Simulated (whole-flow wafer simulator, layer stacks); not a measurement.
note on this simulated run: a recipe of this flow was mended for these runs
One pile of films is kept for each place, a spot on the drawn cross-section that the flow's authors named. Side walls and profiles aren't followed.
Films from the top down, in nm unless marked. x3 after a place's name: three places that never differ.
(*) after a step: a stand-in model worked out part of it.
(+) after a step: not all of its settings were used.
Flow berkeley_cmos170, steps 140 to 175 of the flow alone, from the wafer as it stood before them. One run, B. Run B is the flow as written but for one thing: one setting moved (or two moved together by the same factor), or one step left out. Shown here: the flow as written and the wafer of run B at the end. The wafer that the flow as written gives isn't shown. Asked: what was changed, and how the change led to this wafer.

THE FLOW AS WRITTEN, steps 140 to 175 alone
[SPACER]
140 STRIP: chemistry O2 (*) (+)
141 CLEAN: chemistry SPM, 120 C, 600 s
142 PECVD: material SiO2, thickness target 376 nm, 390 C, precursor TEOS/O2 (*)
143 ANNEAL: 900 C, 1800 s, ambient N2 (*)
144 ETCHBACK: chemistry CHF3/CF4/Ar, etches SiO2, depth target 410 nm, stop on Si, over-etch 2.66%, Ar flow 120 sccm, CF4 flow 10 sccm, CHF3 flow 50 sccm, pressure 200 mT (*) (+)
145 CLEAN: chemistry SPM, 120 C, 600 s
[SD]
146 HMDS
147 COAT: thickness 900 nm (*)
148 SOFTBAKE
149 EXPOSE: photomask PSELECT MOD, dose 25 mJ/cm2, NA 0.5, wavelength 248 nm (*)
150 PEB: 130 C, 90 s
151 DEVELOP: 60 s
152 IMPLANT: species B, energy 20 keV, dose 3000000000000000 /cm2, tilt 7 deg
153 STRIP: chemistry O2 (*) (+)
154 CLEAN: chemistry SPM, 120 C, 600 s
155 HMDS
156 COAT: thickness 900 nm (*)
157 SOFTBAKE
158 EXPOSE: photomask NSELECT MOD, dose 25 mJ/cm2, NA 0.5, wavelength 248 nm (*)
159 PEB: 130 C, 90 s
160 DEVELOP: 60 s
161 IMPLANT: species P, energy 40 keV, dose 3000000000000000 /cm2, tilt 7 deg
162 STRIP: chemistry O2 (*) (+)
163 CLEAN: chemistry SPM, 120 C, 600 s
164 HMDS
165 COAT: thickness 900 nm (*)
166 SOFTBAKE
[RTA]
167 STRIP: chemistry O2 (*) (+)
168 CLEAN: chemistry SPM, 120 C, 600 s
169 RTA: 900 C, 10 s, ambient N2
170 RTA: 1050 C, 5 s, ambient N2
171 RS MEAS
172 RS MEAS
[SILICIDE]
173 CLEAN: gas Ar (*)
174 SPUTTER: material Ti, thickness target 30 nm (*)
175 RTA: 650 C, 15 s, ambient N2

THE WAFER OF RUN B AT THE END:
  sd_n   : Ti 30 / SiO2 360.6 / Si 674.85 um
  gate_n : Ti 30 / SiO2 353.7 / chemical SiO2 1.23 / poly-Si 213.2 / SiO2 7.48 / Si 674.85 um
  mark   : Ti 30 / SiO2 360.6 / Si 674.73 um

The cause: step 144, ETCHBACK: chemistry CHF3/CF4/Ar, etches SiO2, depth target 410 nm, stop on Si, over-etch 2.66%, Ar flow 120 sccm, CF4 flow 10 sccm, CHF3 flow 50 sccm, pressure 200 mT (*) (+), was left out.

How the change led to this, step by step:
  145 CLEAN: chemistry SPM, 120 C, 600 s
      mark, sd_n, sd_p, contact, m1, via1, m2, via2: nothing (as written it would be: chemical SiO2 +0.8 (new film), Si -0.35)
      gate_n, gate_p: nothing (as written it would be: chemical SiO2 +0.8 (new film), poly-Si -0.35)
  147 COAT: thickness 900 nm (*)
      sd_n: KrF-resist +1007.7 (new film) (as written it would be: KrF-resist +982.3 (new film))
      spacer_n: KrF-resist +1029.3 (new film) (as written it would be: KrF-resist +821 (new film))
      (and at 4 more places)
  150 PEB: 130 C, 90 s
      spacer_n: KrF-resist -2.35 (as written it would be: KrF-resist -1.79)
      spacer_p: KrF-resist -2.32 (as written it would be: KrF-resist -1.78)
  151 DEVELOP: 60 s
      sd_p: KrF-resist -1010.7 (all of it) (as written it would be: KrF-resist -988.2 (all of it))
      spacer_p: KrF-resist -1016.2 (all of it) (as written it would be: KrF-resist -813.2 (all of it))
      (and at 1 more place)
  153 STRIP: chemistry O2 (*) (+)
      sd_n: KrF-resist -990.5 (all of it) (as written it would be: KrF-resist -965.2 (all of it), chemical SiO2 +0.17, Si -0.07)
      gate_n: KrF-resist -802.2 (all of it) (as written it would be: KrF-resist -771.3 (all of it), chemical SiO2 +0.17, poly-Si -0.07)
      (and at 1 more place)
  156 COAT: thickness 900 nm (*)
      sd_n: KrF-resist +1007.7 (new film) (as written it would be: KrF-resist +982.3 (new film))
      spacer_n: KrF-resist +1029.3 (new film) (as written it would be: KrF-resist +821.1 (new film))
      (and at 4 more places)
  159 PEB: 130 C, 90 s
      spacer_n: KrF-resist -2.35 (as written it would be: KrF-resist -1.79)
      spacer_p: KrF-resist -2.32 (as written it would be: KrF-resist -1.78)
  160 DEVELOP: 60 s
      sd_n: KrF-resist -1005.4 (all of it) (as written it would be: KrF-resist -980.1 (all of it))
      spacer_n: KrF-resist -1027 (all of it) (as written it would be: KrF-resist -819.3 (all of it))
      (and at 1 more place)
  162 STRIP: chemistry O2 (*) (+)
      sd_p: KrF-resist -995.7 (all of it) (as written it would be: KrF-resist -973.2 (all of it), chemical SiO2 +0.07)
      gate_p: KrF-resist -791.7 (all of it) (as written it would be: KrF-resist -765.1 (all of it), chemical SiO2 +0.07)
      (and at 1 more place)
  165 COAT: thickness 900 nm (*)
      sd_n: KrF-resist +1007.7 (new film) (as written it would be: KrF-resist +982.2 (new film))
      spacer_n: KrF-resist +1029.3 (new film) (as written it would be: KrF-resist +821.1 (new film))
      (and at 4 more places)
  167 STRIP: chemistry O2 (*) (+)
      sd_n: KrF-resist -1007.7 (all of it) (as written it would be: KrF-resist -982.2 (all of it), chemical SiO2 +0.06)
      gate_n: KrF-resist -818.9 (all of it) (as written it would be: KrF-resist -787.9 (all of it), chemical SiO2 +0.06, poly-Si -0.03)
      (and at 4 more places)
  173 CLEAN: gas Ar (*)
      sd_n, sd_p, contact, m1, via1, m2, via2: SiO2 -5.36 (as written it would be: chemical SiO2 -1.29 (all of it))
      gate_n, gate_p: SiO2 -5.36 (as written it would be: chemical SiO2 -1.29 (all of it), poly-Si -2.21)
      (and at 1 more place)
  175 RTA: 650 C, 15 s, ambient N2
      mark, sd_n, sd_p, contact, m1, via1, m2, via2: nothing (as written it would be: Ti -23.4, TiSi first +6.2 (new film), TiSi2 C49 +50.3 (new film), Si -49)
      gate_n, gate_p: nothing (as written it would be: Ti -23.4, TiSi first +6.2 (new film), TiSi2 C49 +50.3 (new film), poly-Si -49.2)
